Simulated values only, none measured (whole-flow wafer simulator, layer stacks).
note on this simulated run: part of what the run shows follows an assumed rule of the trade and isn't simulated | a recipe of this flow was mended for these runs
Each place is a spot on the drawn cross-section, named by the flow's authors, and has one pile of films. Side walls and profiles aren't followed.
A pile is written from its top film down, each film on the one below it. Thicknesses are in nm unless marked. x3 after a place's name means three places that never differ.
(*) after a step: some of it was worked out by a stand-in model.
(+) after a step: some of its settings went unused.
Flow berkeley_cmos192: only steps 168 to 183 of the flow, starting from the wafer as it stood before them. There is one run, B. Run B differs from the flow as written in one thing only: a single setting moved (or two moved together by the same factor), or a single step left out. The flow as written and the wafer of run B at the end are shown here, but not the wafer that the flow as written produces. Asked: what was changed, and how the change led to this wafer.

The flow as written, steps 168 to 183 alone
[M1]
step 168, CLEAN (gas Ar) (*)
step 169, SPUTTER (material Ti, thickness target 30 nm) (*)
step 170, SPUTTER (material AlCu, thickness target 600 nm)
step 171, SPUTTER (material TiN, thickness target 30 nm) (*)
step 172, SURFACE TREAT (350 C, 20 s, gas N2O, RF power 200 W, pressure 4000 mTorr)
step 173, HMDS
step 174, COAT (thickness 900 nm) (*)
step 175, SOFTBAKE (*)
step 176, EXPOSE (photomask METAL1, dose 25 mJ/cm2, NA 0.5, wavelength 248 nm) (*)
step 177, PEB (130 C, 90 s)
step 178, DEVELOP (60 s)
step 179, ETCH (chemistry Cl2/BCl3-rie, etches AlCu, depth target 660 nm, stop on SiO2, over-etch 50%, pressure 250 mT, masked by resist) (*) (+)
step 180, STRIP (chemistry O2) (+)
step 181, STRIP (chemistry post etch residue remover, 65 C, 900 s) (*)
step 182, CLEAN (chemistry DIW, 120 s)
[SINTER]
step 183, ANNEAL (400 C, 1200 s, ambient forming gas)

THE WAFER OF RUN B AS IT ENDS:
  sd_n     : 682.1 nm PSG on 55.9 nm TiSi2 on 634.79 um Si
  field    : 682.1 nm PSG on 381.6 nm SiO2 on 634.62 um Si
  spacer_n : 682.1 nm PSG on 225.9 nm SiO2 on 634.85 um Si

Cause: step 171, SPUTTER: thickness target 23 nm was run, while the flow as written has thickness target 30 nm; step 179, ETCH: depth target 502 nm was run, where the flow has depth target 660 nm.

Step by step, how the change led to this:
  step 171, SPUTTER (material TiN, thickness target 30 nm) (*)
      field, sd_n, spacer_n, gate, spacer_p, gate_p, m1: +23 TiN (new film) (in the flow as written it would be: +30 TiN (new film))
      sd_p: +20.1 TiN (new film) (in the flow as written it would be: +26.2 TiN (new film))
      (and at 1 other place as well)
  step 179, ETCH (chemistry Cl2/BCl3-rie, etches AlCu, depth target 660 nm, stop on SiO2, over-etch 50%, pressure 250 mT, masked by resist) (*) (+)
      field, sd_n, spacer_n, gate, spacer_p, gate_p: -23 TiN (all of it), -600 AlCu (all of it), -30 Ti (all of it), -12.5 PSG (in the flow as written it would be: -30 TiN (all of it), -600 AlCu (all of it), -30 Ti (all of it), -41.2 PSG)
      contact, m1: -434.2 KrF-resist (in the flow as written it would be: -495 KrF-resist)
      (and at 1 other place as well)
  step 180, STRIP (chemistry O2) (+)
      contact: -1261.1 KrF-resist (all of it) (in the flow as written it would be: -1203.2 KrF-resist (all of it))
      m1: -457 KrF-resist (all of it) (in the flow as written it would be: -396.5 KrF-resist (all of it))
